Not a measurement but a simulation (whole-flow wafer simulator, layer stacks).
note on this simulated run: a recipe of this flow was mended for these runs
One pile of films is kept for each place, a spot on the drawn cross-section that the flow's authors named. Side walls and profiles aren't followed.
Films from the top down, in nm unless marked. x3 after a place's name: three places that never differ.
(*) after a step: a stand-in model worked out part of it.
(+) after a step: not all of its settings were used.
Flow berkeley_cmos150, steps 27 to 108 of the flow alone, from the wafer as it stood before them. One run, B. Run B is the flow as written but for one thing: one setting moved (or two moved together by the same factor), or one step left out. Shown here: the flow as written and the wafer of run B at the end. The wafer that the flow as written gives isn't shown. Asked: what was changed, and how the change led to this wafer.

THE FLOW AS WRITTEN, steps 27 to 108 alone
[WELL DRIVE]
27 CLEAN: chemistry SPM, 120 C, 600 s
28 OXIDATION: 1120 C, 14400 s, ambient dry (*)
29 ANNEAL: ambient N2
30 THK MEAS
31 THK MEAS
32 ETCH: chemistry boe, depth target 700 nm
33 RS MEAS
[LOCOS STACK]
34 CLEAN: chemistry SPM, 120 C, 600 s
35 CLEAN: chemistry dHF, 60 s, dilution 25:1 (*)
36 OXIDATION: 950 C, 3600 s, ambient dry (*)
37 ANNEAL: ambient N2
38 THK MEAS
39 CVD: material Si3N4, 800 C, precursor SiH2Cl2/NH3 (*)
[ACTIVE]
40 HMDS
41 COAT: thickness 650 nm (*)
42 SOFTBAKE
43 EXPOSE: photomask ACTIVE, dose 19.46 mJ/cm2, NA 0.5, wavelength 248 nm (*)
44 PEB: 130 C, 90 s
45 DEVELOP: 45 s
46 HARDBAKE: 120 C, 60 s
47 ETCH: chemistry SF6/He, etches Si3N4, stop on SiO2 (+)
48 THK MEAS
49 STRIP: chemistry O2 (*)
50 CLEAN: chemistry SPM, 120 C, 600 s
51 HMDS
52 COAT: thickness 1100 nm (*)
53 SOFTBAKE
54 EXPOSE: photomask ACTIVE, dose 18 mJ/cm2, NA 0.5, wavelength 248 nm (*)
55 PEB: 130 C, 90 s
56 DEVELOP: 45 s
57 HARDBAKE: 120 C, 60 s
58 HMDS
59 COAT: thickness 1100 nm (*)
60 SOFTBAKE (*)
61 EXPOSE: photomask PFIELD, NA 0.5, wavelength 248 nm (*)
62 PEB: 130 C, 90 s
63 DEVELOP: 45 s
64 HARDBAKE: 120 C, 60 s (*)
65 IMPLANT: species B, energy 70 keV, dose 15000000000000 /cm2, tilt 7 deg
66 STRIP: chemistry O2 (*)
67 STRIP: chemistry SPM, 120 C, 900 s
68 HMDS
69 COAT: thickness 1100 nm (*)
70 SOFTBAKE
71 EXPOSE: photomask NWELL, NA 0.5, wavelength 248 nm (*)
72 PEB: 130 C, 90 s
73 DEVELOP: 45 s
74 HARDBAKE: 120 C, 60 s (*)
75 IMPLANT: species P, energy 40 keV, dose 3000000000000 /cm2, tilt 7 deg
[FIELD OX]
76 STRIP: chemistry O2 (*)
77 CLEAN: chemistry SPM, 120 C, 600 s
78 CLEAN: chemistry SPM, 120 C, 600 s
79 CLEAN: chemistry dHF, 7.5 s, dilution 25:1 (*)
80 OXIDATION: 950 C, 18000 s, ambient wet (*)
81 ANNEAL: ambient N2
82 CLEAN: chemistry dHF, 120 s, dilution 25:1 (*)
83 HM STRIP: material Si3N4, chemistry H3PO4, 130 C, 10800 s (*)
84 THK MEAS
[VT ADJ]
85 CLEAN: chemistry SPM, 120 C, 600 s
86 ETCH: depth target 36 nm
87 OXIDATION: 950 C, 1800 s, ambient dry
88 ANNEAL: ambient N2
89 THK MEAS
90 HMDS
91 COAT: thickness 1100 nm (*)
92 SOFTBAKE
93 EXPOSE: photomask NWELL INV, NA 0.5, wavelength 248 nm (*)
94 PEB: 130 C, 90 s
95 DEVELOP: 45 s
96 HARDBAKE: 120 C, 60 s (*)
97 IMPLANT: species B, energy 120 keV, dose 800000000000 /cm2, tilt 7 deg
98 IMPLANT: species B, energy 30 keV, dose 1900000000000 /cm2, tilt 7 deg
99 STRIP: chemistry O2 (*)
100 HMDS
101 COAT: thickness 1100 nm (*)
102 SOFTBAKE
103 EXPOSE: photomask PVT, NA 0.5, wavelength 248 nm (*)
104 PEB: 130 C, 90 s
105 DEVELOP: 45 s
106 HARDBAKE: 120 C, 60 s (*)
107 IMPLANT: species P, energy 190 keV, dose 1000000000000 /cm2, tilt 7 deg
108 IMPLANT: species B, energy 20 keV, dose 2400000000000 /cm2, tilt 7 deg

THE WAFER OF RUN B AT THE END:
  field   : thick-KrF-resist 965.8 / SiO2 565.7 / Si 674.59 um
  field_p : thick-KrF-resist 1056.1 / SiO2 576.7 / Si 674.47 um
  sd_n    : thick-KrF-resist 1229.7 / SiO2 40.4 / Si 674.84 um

The cause: step 32, ETCH: depth target 503 nm was run, where the flow has depth target 700 nm.

How the change led to this, step by step:
  32 ETCH: chemistry boe, depth target 700 nm
      field_p, sd_p, gate_p: SiO2 -503 (as written it would be: SiO2 -555.5 (all of it))
  34 CLEAN: chemistry SPM, 120 C, 600 s
      field_p, sd_p, gate_p: nothing (as written it would be: chemical SiO2 +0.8 (new film), Si -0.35)
  35 CLEAN: chemistry dHF, 60 s, dilution 25:1 (*)
      field_p, sd_p, gate_p: SiO2 -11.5 (as written it would be: chemical SiO2 -0.8 (all of it))
  36 OXIDATION: 950 C, 3600 s, ambient dry (*)
      field_p, sd_p, gate_p: SiO2 +17.9, Si -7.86 (as written it would be: SiO2 +31.5 (new film), Si -13.8)
  41 COAT: thickness 650 nm (*)
      field: KrF-resist +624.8 (new film) (as written it would be: KrF-resist +646.4 (new film))
      field_p: KrF-resist +698.8 (new film) (as written it would be: KrF-resist +715.2 (new film))
  45 DEVELOP: 45 s
      field: KrF-resist -623.4 (all of it) (as written it would be: KrF-resist -645 (all of it))
      field_p: KrF-resist -697.2 (all of it) (as written it would be: KrF-resist -713.6 (all of it))
  49 STRIP: chemistry O2 (*)
      sd_p: KrF-resist -442.9 (all of it) (as written it would be: KrF-resist -452.2 (all of it))
  80 OXIDATION: 950 C, 18000 s, ambient wet (*)
      gate_p: SiO2 +10.3 (new film), Si3N4 -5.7, SiO2 +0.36, Si -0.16 (as written it would be: SiO2 +10.3 (new film), Si3N4 -5.7)
      field_p: SiO2 +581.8, Si -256 (as written it would be: SiO2 +598.1, Si -263.2)
  86 ETCH: depth target 36 nm
      sd_p, gate_p: SiO2 -36 (as written it would be: SiO2 -29.6 (all of it))
  87 OXIDATION: 950 C, 1800 s, ambient dry
      sd_p: SiO2 +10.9, Si -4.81 (as written it would be: SiO2 +20.4 (new film), Si -8.98)
      gate_p: SiO2 +10.9, Si -4.78 (as written it would be: SiO2 +20.4 (new film), Si -8.98)
